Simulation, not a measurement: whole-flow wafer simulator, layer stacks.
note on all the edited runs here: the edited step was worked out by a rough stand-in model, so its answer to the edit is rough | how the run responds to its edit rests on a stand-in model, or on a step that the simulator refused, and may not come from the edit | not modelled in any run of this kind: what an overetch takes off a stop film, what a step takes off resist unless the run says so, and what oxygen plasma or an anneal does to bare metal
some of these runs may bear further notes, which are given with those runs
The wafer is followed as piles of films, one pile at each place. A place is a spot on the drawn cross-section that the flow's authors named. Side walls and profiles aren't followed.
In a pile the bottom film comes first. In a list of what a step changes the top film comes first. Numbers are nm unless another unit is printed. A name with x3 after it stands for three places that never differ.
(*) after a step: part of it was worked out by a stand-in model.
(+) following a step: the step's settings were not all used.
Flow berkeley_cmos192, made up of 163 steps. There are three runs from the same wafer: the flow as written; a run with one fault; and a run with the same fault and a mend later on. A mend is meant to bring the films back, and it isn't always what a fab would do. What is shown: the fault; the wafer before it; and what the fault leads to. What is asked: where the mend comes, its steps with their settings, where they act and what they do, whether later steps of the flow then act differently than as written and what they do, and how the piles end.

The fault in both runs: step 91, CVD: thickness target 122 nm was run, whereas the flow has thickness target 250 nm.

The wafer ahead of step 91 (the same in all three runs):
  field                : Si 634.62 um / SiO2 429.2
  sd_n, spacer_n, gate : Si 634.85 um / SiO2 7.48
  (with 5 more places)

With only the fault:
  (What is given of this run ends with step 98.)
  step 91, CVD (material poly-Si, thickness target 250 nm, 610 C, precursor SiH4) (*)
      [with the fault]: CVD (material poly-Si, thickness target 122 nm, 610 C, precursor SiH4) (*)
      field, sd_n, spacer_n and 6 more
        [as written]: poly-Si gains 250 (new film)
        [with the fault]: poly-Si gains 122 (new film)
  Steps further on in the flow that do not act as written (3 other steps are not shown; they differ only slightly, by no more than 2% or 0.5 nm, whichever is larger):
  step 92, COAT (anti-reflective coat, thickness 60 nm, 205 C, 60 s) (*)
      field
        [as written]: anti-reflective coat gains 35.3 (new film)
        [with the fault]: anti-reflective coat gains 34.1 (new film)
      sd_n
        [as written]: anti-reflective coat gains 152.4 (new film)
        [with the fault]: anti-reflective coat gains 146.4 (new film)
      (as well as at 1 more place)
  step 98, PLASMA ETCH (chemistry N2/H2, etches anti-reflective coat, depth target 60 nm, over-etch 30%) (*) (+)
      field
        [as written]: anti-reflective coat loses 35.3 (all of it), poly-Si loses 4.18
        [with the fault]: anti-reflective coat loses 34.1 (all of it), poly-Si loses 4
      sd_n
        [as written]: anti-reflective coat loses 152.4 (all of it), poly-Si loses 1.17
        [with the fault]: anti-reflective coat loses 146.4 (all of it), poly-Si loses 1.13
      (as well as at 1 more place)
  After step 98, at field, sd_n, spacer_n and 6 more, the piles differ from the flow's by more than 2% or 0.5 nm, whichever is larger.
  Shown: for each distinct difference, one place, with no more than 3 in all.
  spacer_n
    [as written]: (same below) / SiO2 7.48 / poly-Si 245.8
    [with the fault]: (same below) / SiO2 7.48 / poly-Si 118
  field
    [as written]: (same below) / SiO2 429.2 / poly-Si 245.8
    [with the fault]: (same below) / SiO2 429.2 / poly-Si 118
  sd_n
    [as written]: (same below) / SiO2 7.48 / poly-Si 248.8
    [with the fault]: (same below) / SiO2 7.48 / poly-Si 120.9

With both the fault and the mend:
  The mend follows step 91.
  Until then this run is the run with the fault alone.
  step 91a, ETCH (chemistry tmah, depth target 140.3 nm)
      field, sd_n, spacer_n and 6 more
        poly-Si loses 122 (all of it)
  step 91b, CLEAN (chemistry SPM) (*) (the flow's step 87, run once more)
      leaves every film unchanged at each place that is followed
  step 91c, CVD (material poly-Si, thickness target 250 nm, 610 C, precursor SiH4) (*) (the flow's step 91, run once more)
      field, sd_n, spacer_n and 6 more
        poly-Si gains 250 (new film)
  None of the later steps of the flow differs from how it acts as written, at any place that is followed, by more than 2% or 0.5 nm, whichever is larger.
  By the end, the piles equal the flow's at every place that both follow.
